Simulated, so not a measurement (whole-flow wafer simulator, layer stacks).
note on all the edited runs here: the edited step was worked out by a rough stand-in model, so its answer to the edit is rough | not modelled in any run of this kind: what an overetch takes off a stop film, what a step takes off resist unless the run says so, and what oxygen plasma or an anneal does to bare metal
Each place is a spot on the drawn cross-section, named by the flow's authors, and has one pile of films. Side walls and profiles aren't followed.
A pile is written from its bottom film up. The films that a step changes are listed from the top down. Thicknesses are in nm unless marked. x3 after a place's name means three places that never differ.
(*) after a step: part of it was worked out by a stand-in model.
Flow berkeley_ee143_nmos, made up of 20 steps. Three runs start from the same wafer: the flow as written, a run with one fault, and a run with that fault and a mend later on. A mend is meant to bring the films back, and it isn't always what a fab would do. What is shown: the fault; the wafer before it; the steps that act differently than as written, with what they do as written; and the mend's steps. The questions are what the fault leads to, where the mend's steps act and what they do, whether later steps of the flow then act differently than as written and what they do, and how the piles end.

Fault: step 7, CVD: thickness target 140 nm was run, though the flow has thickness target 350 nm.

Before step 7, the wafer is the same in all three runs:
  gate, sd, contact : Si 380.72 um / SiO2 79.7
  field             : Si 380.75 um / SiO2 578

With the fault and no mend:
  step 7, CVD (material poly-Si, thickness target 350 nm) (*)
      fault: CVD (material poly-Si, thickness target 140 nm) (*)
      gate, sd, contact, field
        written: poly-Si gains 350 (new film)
        fault: poly-Si gains 140 (new film)
  Later steps of the flow acting differently than as written:
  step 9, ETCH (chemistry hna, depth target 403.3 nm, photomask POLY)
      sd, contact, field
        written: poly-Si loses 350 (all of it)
        fault: poly-Si loses 140 (all of it)
  The piles end different from the flow's at gate by more than 2% or 0.5 nm, whichever is larger.
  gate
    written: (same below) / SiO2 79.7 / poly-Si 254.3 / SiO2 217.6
    fault: (same below) / SiO2 79.7 / poly-Si 44.3 / SiO2 217.6

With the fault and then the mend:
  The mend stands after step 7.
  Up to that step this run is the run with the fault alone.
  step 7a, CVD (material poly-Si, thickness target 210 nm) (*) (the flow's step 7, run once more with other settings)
      gate, sd, contact, field
        poly-Si gains 210
  Every later step of the flow that is run acts as written at every place that is followed.
  The piles end the same as the flow's at every place that both follow.
